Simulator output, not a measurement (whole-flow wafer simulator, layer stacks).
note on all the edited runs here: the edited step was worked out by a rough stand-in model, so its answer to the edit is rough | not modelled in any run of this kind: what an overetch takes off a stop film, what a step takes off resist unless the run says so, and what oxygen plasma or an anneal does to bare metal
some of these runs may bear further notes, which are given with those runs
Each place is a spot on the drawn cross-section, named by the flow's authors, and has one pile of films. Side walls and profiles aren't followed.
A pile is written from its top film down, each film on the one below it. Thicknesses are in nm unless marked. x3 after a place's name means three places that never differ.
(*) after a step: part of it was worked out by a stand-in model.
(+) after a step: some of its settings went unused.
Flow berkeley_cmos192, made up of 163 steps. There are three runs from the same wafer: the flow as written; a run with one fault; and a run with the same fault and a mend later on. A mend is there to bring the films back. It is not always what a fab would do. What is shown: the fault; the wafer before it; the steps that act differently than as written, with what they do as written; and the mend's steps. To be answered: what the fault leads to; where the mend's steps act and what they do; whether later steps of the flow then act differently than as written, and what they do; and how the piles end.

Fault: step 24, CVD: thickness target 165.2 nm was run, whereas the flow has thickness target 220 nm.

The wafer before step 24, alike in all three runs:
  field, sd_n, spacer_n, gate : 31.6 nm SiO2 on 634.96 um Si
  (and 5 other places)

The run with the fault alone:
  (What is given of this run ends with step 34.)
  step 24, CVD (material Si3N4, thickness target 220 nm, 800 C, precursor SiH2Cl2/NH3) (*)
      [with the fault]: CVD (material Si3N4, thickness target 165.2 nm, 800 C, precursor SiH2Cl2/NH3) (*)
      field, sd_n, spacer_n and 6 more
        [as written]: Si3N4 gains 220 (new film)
        [with the fault]: Si3N4 gains 165.2 (new film)
  Later steps of the flow acting differently than as written:
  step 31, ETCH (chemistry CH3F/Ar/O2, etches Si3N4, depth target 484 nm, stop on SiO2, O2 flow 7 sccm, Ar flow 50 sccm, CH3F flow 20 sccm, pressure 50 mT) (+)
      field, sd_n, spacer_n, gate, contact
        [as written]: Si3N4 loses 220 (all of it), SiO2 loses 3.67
        [with the fault]: Si3N4 loses 165.2 (all of it), SiO2 loses 3.67
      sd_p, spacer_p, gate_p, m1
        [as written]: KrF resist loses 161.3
        [with the fault]: KrF resist loses 124.8
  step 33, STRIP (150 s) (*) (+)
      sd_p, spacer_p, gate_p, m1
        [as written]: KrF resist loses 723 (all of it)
        [with the fault]: KrF resist loses 759.6 (all of it)
  After step 34, at sd_p, spacer_p, gate_p, m1, the piles differ from the flow's by more than 2% or 0.5 nm, whichever is larger.
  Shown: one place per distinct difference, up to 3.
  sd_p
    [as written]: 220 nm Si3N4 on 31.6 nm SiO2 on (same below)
    [with the fault]: 165.2 nm Si3N4 on 31.6 nm SiO2 on (same below)

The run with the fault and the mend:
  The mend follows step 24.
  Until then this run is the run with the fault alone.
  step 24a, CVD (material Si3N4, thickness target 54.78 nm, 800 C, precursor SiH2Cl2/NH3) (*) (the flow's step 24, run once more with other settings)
      field, sd_n, spacer_n and 6 more
        Si3N4 gains 54.8
  Later steps of the flow that are run all act as written at every place that is followed.
  The piles end the same as the flow's at every place that both follow.
